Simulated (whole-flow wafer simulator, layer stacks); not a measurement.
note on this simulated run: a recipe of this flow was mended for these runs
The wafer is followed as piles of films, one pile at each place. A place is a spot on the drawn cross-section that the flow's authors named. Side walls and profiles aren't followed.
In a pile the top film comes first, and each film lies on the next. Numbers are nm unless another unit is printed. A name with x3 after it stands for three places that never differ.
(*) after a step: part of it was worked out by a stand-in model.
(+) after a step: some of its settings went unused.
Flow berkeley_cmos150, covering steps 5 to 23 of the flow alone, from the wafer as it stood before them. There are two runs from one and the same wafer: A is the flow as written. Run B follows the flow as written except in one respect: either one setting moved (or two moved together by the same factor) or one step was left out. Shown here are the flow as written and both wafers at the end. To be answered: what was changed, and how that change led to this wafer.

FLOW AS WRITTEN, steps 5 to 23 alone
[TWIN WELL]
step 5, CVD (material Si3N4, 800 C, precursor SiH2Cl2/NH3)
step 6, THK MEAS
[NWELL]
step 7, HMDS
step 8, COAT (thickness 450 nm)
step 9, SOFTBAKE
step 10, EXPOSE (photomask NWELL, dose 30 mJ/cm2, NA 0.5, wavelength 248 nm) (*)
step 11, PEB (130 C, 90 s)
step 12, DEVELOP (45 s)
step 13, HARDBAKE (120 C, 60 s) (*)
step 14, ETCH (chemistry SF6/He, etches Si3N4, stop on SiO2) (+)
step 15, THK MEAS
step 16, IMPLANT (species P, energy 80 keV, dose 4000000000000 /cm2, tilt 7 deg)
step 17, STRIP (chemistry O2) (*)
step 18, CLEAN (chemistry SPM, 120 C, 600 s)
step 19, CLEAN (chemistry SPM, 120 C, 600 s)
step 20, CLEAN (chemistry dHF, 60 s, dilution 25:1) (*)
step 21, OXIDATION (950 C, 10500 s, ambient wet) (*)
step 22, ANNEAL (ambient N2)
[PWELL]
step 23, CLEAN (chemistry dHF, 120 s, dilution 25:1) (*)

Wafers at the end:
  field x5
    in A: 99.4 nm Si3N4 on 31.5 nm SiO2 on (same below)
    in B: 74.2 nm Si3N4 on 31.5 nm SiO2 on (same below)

The reason: step 5, CVD: 777 C was run, while the flow as written has 800 C.

The path from the change to this, step by step:
  step 5, CVD (material Si3N4, 800 C, precursor SiH2Cl2/NH3)
      field x5, field_p x3: A Si3N4 gains 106 (new film) | B Si3N4 gains 80.8 (new film)
  step 14, ETCH (chemistry SF6/He, etches Si3N4, stop on SiO2) (+)
      field x5: A KrF-resist loses 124 | B KrF-resist loses 96.6
      field_p x3: A Si3N4 loses 106 (all of it), SiO2 loses 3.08 | B Si3N4 loses 80.8 (all of it), SiO2 loses 3.08
  step 17, STRIP (chemistry O2) (*)
      field x5: A KrF-resist loses 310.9 (all of it) | B KrF-resist loses 338.3 (all of it)
